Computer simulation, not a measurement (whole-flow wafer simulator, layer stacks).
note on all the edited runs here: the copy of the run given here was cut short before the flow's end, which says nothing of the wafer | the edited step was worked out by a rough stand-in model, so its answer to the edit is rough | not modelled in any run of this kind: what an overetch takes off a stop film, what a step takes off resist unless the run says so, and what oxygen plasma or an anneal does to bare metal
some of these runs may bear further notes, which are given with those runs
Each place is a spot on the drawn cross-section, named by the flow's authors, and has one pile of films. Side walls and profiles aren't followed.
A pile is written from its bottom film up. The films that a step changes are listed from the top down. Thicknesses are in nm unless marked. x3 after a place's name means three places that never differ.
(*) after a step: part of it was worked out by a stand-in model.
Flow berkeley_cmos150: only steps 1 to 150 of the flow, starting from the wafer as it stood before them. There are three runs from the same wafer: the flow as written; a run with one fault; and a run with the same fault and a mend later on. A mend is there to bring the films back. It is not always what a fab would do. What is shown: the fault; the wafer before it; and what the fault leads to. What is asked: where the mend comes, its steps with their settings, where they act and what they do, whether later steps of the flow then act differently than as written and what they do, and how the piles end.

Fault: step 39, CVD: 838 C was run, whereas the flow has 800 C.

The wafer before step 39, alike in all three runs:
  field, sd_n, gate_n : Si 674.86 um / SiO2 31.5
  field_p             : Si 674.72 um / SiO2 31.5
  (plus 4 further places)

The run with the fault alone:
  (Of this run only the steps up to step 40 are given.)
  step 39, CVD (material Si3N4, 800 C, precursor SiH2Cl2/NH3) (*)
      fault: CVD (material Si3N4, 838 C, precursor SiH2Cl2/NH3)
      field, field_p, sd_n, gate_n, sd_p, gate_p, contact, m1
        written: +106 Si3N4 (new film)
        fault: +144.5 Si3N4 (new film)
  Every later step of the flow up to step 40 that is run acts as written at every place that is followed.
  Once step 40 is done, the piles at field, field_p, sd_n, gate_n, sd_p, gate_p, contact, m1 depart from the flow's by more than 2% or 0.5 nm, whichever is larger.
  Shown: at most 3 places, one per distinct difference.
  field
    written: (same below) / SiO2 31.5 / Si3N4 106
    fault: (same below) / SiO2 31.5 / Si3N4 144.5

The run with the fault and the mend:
  The mend follows step 39.
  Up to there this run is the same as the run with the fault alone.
  step 39a, HM STRIP (material Si3N4, chemistry H3PO4, 130 C, 1294 s) (*) (the flow's step 24 again, with other settings)
      field, field_p, sd_n, gate_n, sd_p, gate_p, contact, m1
        -38.4 Si3N4
  Every later step of the flow that is run acts as written, at every place that is followed, to within 2% or 0.5 nm, whichever is larger.
  By the end, the piles equal the flow's at every place that both follow.
